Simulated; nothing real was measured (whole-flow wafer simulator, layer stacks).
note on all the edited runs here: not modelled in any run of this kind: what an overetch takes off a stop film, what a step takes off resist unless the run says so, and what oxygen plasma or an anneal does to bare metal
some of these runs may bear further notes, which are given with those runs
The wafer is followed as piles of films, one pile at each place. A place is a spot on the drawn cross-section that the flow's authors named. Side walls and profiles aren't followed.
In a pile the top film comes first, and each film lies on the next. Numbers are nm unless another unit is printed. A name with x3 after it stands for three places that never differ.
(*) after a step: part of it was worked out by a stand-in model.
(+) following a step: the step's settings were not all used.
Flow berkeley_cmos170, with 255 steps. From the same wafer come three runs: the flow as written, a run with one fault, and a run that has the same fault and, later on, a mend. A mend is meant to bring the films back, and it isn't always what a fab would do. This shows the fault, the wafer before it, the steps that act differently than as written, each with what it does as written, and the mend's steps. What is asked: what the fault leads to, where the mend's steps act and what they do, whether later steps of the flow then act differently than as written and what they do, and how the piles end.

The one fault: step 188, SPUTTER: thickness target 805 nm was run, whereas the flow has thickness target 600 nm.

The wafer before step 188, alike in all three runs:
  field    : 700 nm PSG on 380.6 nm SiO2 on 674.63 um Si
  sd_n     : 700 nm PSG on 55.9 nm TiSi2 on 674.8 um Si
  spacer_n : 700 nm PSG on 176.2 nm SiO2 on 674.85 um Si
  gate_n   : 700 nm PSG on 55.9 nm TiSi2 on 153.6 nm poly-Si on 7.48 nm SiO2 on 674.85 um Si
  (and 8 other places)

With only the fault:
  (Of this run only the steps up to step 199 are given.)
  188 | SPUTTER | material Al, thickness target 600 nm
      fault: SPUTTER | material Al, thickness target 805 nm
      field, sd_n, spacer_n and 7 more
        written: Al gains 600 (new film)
        fault: Al gains 805 (new film)
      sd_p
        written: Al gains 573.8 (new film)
        fault: Al gains 776.4 (new film)
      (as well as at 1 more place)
  Steps later in the flow that act otherwise than as written (not shown: 1 more step that differs only slightly, by at most 2% or 0.5 nm, whichever is larger):
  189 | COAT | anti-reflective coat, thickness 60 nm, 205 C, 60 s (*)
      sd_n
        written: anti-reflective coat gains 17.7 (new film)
        fault: anti-reflective coat gains 24.1 (new film)
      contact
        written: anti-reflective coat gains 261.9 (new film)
        fault: anti-reflective coat gains 290 (new film)
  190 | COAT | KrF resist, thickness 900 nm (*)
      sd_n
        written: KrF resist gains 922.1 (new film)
        fault: KrF resist gains 897.7 (new film)
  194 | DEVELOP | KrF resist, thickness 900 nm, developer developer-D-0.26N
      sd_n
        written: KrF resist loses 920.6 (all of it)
        fault: KrF resist loses 896.3 (all of it)
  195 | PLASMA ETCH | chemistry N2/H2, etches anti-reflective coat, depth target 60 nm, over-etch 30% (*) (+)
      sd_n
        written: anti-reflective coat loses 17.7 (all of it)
        fault: anti-reflective coat loses 24.1 (all of it)
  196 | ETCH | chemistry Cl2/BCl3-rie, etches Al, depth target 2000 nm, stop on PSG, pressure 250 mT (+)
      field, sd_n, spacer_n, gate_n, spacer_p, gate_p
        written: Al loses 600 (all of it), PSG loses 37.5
        fault: Al loses 805 (all of it), PSG loses 37.5
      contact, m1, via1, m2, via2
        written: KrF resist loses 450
        fault: KrF resist loses 552.5
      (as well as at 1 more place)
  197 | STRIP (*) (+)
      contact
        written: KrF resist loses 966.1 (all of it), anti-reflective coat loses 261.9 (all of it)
        fault: KrF resist loses 875.4 (all of it), anti-reflective coat loses 290 (all of it)
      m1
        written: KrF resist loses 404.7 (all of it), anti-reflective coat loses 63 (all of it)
        fault: KrF resist loses 298 (all of it), anti-reflective coat loses 63.2 (all of it)
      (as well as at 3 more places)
  Once step 199 is done, the piles at contact, m1, via1, m2, via2 depart from the flow's by more than 2% or 0.5 nm, whichever is larger.
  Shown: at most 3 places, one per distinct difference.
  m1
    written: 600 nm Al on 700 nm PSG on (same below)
    fault: 805 nm Al on 700 nm PSG on (same below)
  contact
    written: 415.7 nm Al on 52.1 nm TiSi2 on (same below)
    fault: 548.7 nm Al on 52.1 nm TiSi2 on (same below)

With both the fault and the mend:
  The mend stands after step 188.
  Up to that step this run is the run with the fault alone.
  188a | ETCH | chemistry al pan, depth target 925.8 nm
      field, sd_n, spacer_n and 7 more
        Al loses 805 (all of it)
      sd_p
        Al loses 776.4 (all of it)
      contact
        Al loses 548.7 (all of it)
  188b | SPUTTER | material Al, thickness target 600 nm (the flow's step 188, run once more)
      field, sd_n, spacer_n and 7 more
        Al gains 600 (new film)
      sd_p
        Al gains 573.8 (new film)
      contact
        Al gains 415.7 (new film)
  Later steps of the flow that are run all act as written at every place that is followed.
  At every place that both follow, the piles at the end match the flow's.
